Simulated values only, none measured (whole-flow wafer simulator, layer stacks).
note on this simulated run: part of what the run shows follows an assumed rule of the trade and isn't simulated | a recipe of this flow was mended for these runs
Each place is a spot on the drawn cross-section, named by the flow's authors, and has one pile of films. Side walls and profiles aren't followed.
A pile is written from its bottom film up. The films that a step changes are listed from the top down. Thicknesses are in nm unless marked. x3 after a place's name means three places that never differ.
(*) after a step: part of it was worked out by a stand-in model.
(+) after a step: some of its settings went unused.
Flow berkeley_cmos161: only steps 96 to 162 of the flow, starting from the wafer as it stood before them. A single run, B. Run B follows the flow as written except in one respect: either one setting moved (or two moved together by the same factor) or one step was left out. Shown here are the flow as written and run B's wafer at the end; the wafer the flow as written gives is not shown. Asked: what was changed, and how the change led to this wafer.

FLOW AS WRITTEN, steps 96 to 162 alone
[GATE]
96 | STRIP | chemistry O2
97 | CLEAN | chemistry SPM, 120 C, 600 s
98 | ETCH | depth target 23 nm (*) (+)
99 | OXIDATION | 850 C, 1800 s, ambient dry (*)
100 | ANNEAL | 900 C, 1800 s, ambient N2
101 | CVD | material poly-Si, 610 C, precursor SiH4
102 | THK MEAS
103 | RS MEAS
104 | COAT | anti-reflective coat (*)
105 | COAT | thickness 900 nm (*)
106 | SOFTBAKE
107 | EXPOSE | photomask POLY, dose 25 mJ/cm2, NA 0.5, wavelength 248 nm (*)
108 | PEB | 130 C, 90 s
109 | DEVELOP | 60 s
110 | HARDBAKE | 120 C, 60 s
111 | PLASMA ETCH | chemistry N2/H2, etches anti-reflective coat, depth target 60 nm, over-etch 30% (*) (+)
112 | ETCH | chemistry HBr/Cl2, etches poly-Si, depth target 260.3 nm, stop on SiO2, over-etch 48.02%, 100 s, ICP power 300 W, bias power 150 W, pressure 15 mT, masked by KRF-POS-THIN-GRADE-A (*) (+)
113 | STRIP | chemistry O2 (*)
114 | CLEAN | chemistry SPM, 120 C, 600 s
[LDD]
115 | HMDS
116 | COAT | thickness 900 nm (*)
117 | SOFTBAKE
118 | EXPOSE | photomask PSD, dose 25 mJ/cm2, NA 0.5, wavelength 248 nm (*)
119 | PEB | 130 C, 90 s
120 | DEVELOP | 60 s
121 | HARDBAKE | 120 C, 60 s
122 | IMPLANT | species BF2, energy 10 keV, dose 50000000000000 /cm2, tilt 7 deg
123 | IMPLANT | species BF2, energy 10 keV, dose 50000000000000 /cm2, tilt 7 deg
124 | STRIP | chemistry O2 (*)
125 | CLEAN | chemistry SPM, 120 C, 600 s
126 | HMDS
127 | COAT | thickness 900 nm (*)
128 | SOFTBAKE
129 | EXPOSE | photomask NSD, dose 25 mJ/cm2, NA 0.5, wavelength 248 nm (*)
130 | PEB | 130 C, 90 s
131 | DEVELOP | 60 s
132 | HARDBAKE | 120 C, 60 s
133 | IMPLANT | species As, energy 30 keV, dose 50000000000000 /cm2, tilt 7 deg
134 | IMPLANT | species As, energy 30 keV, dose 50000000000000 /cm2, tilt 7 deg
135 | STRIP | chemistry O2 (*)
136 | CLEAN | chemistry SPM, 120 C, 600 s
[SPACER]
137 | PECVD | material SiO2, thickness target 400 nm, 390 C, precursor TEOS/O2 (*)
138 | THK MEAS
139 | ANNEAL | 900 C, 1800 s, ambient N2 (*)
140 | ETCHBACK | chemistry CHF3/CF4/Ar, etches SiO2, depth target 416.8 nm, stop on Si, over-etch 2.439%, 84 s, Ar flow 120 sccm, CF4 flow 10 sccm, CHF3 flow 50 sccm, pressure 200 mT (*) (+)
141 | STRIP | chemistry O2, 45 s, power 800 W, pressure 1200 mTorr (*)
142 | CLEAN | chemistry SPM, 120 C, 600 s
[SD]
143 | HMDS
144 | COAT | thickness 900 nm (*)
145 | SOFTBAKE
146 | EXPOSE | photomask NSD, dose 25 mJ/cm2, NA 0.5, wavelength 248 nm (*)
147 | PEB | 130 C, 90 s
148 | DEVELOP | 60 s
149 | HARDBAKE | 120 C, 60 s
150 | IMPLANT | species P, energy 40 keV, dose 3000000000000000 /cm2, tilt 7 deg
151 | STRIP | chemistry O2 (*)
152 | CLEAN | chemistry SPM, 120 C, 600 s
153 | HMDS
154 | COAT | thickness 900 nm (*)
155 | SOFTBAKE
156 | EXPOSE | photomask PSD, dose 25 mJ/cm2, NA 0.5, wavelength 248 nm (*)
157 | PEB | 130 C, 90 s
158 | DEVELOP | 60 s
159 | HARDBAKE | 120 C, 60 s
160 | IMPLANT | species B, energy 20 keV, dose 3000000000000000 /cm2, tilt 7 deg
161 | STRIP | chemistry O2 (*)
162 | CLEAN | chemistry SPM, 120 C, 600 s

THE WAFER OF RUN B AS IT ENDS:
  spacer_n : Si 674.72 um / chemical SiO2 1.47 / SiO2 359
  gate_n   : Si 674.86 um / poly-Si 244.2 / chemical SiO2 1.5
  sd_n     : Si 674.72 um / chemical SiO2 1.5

The reason: step 99, OXIDATION: 850 C, 1800 s, ambient dry (*), was omitted.

Step by step, how the change led to this:
  104 | COAT | anti-reflective coat (*)
      spacer_n: anti-reflective coat gains 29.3 (new film) (in the flow as written it would be: anti-reflective coat gains 30.1 (new film))
      gate_n: anti-reflective coat gains 24.3 (new film) (in the flow as written it would be: anti-reflective coat gains 25 (new film))
  111 | PLASMA ETCH | chemistry N2/H2, etches anti-reflective coat, depth target 60 nm, over-etch 30% (*) (+)
      spacer_n: anti-reflective coat loses 29.3 (all of it), poly-Si loses 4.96 (in the flow as written it would be: anti-reflective coat loses 30.1 (all of it), poly-Si loses 4.85)
  112 | ETCH | chemistry HBr/Cl2, etches poly-Si, depth target 260.3 nm, stop on SiO2, over-etch 48.02%, 100 s, ICP power 300 W, bias power 150 W, pressure 15 mT, masked by KRF-POS-THIN-GRADE-A (*) (+)
      sd_n: poly-Si loses 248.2 (all of it), Si loses 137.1 (in the flow as written it would be: poly-Si loses 248.2 (all of it), SiO2 loses 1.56)
      spacer_n: poly-Si loses 244.5 (all of it), Si loses 140.8 (in the flow as written it would be: poly-Si loses 244.6 (all of it), SiO2 loses 1.83)
      (as well as at 4 more places)
  113 | STRIP | chemistry O2 (*)
      sd_n, spacer_n, sd_p, spacer_p, contact, m1: chemical SiO2 gains 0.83 (new film), Si loses 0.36 (in the flow as written it would be: nothing)
      gate_n: chemical SiO2 gains 0.63 (new film), KrF-resist loses 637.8 (all of it), anti-reflective coat loses 24.3 (all of it), poly-Si loses 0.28 (in the flow as written it would be: chemical SiO2 gains 0.63 (new film), KrF-resist loses 635.3 (all of it), anti-reflective coat loses 25 (all of it), poly-Si loses 0.28)
  116 | COAT | thickness 900 nm (*)
      field: KrF-resist gains 810.3 (new film) (in the flow as written it would be: KrF-resist gains 845.4 (new film))
      sd_n: KrF-resist gains 1088.6 (new film) (in the flow as written it would be: KrF-resist gains 1016.2 (new film))
      (as well as at 7 more places)
  120 | DEVELOP | 60 s
      sd_p: KrF-resist loses 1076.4 (all of it) (in the flow as written it would be: KrF-resist loses 1008.1 (all of it))
      spacer_p: KrF-resist loses 1073 (all of it) (in the flow as written it would be: KrF-resist loses 1006 (all of it))
      (as well as at 1 more place)
  121 | HARDBAKE | 120 C, 60 s
      field: KrF-resist loses 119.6 (in the flow as written it would be: KrF-resist loses 124.8)
      sd_n: KrF-resist loses 161 (in the flow as written it would be: KrF-resist loses 150.3)
      (as well as at 4 more places)
  124 | STRIP | chemistry O2 (*)
      sd_p, spacer_p: chemical SiO2 gains 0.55, Si loses 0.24 (in the flow as written it would be: nothing)
      sd_n: KrF-resist loses 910 (all of it), chemical SiO2 gains 0.28, Si loses 0.12 (in the flow as written it would be: KrF-resist loses 848.5 (all of it))
      (as well as at 5 more places)
  127 | COAT | thickness 900 nm (*)
      field: KrF-resist gains 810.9 (new film) (in the flow as written it would be: KrF-resist gains 845 (new film))
      sd_n: KrF-resist gains 1088.6 (new film) (in the flow as written it would be: KrF-resist gains 1016.3 (new film))
      (as well as at 7 more places)
  131 | DEVELOP | 60 s
      sd_n: KrF-resist loses 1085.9 (all of it) (in the flow as written it would be: KrF-resist loses 1013.8 (all of it))
      spacer_n: KrF-resist loses 1078.7 (all of it) (in the flow as written it would be: KrF-resist loses 1009.6 (all of it))
      (as well as at 3 more places)
  132 | HARDBAKE | 120 C, 60 s
      field: KrF-resist loses 119.6 (in the flow as written it would be: KrF-resist loses 124.7)
      sd_p: KrF-resist loses 159.6 (in the flow as written it would be: KrF-resist loses 149.4)
      (as well as at 2 more places)
  135 | STRIP | chemistry O2 (*)
      sd_p: KrF-resist loses 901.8 (all of it), chemical SiO2 gains 0.09 (in the flow as written it would be: KrF-resist loses 843.9 (all of it))
      spacer_p: KrF-resist loses 898.9 (all of it), chemical SiO2 gains 0.09 (in the flow as written it would be: KrF-resist loses 842.1 (all of it))
      (as well as at 2 more places)
  137 | PECVD | material SiO2, thickness target 400 nm, 390 C, precursor TEOS/O2 (*)
      sd_n, contact, m1: SiO2 gains 400 (new film) (in the flow as written it would be: SiO2 gains 400)
      spacer_n, spacer_p: SiO2 gains 375.9 (new film) (in the flow as written it would be: SiO2 gains 385.3)
      (as well as at 1 more place)
  140 | ETCHBACK | chemistry CHF3/CF4/Ar, etches SiO2, depth target 416.8 nm, stop on Si, over-etch 2.439%, 84 s, Ar flow 120 sccm, CF4 flow 10 sccm, CHF3 flow 50 sccm, pressure 200 mT (*) (+)
      spacer_n, spacer_p: nothing (in the flow as written it would be: SiO2 loses 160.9)
      sd_n: SiO2 loses 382 (all of it), chemical SiO2 loses 1.47 (all of it), Si loses 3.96 (in the flow as written it would be: SiO2 loses 387.9 (all of it), Si loses 3.96)
      (as well as at 3 more places)
  144 | COAT | thickness 900 nm (*)
      field: KrF-resist gains 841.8 (new film) (in the flow as written it would be: KrF-resist gains 864.5 (new film))
      sd_n: KrF-resist gains 1087.2 (new film) (in the flow as written it would be: KrF-resist gains 1006.2 (new film))
      (as well as at 7 more places)
  148 | DEVELOP | 60 s
      sd_n: KrF-resist loses 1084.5 (all of it) (in the flow as written it would be: KrF-resist loses 1003.8 (all of it))
      spacer_n: KrF-resist loses 758.4 (all of it) (in the flow as written it would be: KrF-resist loses 811.1 (all of it))
      (as well as at 3 more places)
  ... 5 further steps ...
  161 | STRIP | chemistry O2 (*)
      gate_n: KrF-resist loses 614 (all of it), chemical SiO2 gains 0.08 (in the flow as written it would be: KrF-resist loses 645.4 (all of it), chemical SiO2 gains 0.08, poly-Si loses 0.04)
      field: KrF-resist loses 700.7 (all of it) (in the flow as written it would be: KrF-resist loses 720.1 (all of it))
      (as well as at 4 more places)
